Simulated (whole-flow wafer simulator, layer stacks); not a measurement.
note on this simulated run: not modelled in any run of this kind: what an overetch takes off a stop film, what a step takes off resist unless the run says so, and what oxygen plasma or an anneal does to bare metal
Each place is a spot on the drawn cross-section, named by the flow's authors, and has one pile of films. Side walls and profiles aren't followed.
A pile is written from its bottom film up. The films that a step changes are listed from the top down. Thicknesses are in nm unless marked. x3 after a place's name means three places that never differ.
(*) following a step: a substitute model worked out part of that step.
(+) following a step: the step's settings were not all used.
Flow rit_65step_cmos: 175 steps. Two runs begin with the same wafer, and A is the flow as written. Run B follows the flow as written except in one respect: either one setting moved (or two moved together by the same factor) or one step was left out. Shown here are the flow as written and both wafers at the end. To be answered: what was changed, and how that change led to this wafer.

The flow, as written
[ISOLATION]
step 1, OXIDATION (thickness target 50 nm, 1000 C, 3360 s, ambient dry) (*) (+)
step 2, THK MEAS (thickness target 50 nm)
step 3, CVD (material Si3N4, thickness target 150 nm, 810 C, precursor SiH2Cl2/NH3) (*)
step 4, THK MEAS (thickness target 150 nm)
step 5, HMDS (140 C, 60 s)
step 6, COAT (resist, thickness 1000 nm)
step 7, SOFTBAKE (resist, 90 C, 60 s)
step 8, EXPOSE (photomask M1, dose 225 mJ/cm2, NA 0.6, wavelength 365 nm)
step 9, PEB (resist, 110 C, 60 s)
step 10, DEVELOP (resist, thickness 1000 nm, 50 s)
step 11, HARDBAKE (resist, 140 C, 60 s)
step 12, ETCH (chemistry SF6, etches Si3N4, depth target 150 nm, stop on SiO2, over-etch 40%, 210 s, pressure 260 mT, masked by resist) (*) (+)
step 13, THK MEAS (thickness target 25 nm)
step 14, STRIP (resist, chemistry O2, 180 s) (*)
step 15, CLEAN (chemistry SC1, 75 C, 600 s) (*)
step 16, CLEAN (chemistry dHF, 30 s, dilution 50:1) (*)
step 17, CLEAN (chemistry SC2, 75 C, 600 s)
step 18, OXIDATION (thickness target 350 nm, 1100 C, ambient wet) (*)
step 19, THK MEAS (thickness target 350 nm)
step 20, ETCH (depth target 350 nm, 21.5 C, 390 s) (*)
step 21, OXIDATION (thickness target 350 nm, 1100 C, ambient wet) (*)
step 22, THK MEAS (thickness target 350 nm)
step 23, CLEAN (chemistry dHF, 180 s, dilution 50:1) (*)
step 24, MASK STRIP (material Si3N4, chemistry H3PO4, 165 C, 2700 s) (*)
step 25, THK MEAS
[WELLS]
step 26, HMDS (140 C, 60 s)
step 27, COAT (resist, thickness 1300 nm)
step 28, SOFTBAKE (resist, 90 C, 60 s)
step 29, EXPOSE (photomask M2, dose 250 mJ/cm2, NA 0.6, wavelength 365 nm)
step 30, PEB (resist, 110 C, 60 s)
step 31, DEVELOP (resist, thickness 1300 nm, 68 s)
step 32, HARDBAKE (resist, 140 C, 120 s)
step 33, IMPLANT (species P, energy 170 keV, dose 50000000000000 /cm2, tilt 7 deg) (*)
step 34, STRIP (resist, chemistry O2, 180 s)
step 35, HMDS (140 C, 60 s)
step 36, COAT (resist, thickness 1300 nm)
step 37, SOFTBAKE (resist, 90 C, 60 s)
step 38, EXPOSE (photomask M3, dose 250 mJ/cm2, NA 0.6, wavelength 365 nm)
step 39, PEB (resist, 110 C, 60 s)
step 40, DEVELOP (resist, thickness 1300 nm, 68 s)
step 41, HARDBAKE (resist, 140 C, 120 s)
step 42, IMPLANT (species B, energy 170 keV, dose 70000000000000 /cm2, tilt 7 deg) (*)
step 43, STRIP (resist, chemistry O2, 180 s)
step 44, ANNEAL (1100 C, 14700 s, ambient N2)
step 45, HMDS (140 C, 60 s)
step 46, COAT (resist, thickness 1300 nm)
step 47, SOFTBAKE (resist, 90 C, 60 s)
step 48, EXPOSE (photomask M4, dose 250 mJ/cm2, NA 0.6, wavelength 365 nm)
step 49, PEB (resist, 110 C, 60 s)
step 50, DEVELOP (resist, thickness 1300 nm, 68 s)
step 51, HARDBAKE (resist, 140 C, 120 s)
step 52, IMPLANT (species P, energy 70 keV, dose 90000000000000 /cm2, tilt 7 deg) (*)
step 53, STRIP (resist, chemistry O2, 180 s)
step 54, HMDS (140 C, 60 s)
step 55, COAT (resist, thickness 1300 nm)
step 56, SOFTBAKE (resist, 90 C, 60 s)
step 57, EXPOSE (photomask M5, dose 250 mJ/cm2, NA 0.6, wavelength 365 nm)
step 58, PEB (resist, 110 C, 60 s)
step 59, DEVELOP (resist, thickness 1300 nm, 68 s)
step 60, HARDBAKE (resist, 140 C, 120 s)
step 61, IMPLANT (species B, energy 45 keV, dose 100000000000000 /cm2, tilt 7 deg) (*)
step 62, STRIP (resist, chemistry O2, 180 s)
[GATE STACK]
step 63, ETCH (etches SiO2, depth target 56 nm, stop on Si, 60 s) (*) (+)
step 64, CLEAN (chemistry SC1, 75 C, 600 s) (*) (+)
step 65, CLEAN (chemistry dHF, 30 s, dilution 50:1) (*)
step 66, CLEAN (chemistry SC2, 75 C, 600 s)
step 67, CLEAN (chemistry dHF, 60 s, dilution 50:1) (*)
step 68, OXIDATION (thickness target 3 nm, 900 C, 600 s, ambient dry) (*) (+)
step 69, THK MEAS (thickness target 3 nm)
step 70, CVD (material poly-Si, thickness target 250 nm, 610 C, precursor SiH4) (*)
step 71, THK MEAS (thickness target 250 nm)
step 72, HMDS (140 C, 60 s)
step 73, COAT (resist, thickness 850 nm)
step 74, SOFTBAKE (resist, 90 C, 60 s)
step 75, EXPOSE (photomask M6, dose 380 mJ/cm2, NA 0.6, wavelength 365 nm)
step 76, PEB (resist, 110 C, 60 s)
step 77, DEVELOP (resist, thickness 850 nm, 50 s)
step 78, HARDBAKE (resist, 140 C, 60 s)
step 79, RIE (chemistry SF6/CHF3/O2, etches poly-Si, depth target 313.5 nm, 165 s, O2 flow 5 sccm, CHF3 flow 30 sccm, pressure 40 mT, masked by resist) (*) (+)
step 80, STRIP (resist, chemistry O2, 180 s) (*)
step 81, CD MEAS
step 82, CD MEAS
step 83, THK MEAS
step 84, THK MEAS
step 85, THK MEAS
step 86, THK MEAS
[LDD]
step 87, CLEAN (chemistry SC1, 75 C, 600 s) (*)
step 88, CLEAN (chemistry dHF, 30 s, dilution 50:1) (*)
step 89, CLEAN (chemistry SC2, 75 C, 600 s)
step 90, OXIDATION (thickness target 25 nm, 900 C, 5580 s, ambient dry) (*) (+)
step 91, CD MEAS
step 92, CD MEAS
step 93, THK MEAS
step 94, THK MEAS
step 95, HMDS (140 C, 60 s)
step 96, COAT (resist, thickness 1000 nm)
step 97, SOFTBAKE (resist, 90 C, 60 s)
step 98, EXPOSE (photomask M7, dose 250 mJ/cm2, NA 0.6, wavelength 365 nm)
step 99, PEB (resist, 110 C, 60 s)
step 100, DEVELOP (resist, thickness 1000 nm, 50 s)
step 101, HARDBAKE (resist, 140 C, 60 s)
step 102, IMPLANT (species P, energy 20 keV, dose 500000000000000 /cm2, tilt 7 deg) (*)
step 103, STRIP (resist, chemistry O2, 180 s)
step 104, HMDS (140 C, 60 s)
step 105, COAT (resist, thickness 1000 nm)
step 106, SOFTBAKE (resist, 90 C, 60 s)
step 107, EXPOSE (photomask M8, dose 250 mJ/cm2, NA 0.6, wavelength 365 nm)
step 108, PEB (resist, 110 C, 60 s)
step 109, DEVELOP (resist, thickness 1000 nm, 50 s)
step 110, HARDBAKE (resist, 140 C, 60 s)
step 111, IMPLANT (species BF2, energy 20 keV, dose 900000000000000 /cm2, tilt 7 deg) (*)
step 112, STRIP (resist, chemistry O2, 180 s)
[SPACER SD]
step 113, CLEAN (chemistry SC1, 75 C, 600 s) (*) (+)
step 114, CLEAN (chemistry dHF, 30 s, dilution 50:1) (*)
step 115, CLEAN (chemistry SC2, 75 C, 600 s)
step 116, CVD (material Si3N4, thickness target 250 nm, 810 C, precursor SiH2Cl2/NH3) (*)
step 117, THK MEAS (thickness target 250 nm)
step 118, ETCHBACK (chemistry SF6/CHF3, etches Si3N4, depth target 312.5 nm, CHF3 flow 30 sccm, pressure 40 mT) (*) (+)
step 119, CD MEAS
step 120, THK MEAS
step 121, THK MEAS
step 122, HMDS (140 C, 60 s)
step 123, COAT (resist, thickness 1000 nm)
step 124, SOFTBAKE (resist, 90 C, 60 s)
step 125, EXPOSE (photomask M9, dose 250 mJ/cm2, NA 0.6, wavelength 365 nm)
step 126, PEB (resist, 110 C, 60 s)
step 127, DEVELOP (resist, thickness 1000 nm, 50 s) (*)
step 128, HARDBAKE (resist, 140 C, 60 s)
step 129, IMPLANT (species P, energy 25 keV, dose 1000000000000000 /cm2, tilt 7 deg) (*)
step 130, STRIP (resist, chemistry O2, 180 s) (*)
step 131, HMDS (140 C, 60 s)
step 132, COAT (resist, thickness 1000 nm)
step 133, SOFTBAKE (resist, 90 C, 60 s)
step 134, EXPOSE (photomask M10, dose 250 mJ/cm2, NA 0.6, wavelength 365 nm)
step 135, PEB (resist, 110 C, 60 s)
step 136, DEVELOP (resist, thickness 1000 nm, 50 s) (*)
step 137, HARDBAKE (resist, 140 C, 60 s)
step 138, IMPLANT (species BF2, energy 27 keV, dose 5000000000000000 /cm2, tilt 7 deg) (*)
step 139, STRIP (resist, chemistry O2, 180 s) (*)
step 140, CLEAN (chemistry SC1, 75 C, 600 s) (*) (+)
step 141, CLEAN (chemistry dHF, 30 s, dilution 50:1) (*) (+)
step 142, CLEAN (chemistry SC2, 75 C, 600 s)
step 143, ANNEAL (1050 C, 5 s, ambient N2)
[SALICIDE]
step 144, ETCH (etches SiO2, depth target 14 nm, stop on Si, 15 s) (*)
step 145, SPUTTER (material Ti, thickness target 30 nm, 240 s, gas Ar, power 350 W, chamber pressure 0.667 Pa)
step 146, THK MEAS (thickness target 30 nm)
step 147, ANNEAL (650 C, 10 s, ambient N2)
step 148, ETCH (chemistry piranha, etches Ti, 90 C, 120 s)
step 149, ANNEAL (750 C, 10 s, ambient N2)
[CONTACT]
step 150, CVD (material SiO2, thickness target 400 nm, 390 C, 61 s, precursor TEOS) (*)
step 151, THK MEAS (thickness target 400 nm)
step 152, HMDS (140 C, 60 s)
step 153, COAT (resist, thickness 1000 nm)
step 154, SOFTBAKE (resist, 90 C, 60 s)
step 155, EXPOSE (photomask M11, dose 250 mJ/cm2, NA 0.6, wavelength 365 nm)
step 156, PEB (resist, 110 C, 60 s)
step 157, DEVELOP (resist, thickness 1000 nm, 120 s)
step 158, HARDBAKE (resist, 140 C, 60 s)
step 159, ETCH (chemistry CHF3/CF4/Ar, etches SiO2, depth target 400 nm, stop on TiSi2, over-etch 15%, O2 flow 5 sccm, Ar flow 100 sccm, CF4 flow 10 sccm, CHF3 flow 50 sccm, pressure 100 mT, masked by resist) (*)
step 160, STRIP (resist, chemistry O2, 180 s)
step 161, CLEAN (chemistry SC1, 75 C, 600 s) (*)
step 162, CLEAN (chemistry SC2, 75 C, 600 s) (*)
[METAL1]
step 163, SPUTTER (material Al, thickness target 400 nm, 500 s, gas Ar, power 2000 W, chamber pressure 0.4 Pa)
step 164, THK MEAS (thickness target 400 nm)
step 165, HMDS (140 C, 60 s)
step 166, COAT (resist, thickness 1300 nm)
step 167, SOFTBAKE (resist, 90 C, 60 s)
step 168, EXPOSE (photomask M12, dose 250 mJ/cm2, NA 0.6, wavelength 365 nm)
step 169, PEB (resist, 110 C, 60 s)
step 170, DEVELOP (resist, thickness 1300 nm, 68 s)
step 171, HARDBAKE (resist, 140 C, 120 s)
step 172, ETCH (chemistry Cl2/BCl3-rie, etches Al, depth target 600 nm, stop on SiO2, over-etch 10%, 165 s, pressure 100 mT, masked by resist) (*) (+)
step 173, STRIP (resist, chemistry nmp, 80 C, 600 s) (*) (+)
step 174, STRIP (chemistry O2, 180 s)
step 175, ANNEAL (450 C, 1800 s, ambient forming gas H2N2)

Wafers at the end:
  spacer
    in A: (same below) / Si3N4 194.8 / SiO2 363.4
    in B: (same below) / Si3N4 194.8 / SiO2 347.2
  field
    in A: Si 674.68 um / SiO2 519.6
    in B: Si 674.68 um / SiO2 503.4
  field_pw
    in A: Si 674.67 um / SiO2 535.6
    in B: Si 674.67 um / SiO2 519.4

Cause: step 163, SPUTTER: power 1352 W was run, while the flow as written has power 2000 W.

How this came from the change, step by step:
  step 163, SPUTTER (material Al, thickness target 400 nm, 500 s, gas Ar, power 2000 W, chamber pressure 0.4 Pa)
      field, field_p, spacer, spacer_p: A Al gains 400 (new film) | B Al gains 270.4 (new film)
      gate_n, gate_p: A Al gains 396 (new film) | B Al gains 270.4 (new film)
      (as well as at 2 more places)
  step 172, ETCH (chemistry Cl2/BCl3-rie, etches Al, depth target 600 nm, stop on SiO2, over-etch 10%, 165 s, pressure 100 mT, masked by resist) (*) (+)
      field, field_p, spacer, spacer_p: A Al loses 400 (all of it), SiO2 loses 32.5 | B Al loses 270.4 (all of it), SiO2 loses 48.7
      gate_n, gate_p: A Al loses 396 (all of it), SiO2 loses 33 | B Al loses 270.4 (all of it), SiO2 loses 48.7
      (as well as at 2 more places)
